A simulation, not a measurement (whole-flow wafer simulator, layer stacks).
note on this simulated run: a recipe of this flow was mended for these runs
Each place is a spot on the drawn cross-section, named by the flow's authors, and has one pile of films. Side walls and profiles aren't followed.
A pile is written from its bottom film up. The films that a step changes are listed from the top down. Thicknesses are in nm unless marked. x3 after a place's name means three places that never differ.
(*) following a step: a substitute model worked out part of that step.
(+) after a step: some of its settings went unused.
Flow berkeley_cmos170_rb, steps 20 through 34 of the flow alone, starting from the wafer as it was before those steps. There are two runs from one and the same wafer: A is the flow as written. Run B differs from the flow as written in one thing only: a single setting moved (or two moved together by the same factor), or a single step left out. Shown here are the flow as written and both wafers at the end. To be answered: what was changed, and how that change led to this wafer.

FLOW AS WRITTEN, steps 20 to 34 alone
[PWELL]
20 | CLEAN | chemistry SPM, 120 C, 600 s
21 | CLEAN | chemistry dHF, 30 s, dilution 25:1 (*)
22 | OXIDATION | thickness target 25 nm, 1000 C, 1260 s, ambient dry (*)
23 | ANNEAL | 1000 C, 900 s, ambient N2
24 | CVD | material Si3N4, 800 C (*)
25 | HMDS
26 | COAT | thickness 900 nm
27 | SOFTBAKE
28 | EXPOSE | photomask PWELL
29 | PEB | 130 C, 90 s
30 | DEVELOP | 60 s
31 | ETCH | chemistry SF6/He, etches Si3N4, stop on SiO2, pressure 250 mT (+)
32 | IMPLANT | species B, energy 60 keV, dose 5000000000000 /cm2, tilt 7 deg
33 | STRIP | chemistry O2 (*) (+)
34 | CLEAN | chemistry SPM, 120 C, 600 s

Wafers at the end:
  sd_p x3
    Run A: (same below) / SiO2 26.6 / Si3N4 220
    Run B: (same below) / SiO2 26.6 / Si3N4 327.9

What caused this: step 24, CVD: 835 C was run, whereas the flow has 800 C.

The path from the change to this, step by step:
  24 | CVD | material Si3N4, 800 C (*)
      field x6, sd_p x3: A Si3N4 gains 220 (new film) | B Si3N4 gains 327.9 (new film)
  31 | ETCH | chemistry SF6/He, etches Si3N4, stop on SiO2, pressure 250 mT (+)
      field x6: A Si3N4 loses 220 (all of it), SiO2 loses 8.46 | B Si3N4 loses 327.9 (all of it), SiO2 loses 8.46
      sd_p x3: A KrF-resist loses 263 | B KrF-resist loses 380.4
  33 | STRIP | chemistry O2 (*) (+)
      sd_p x3: A KrF-resist loses 620 (all of it) | B KrF-resist loses 502.7 (all of it)
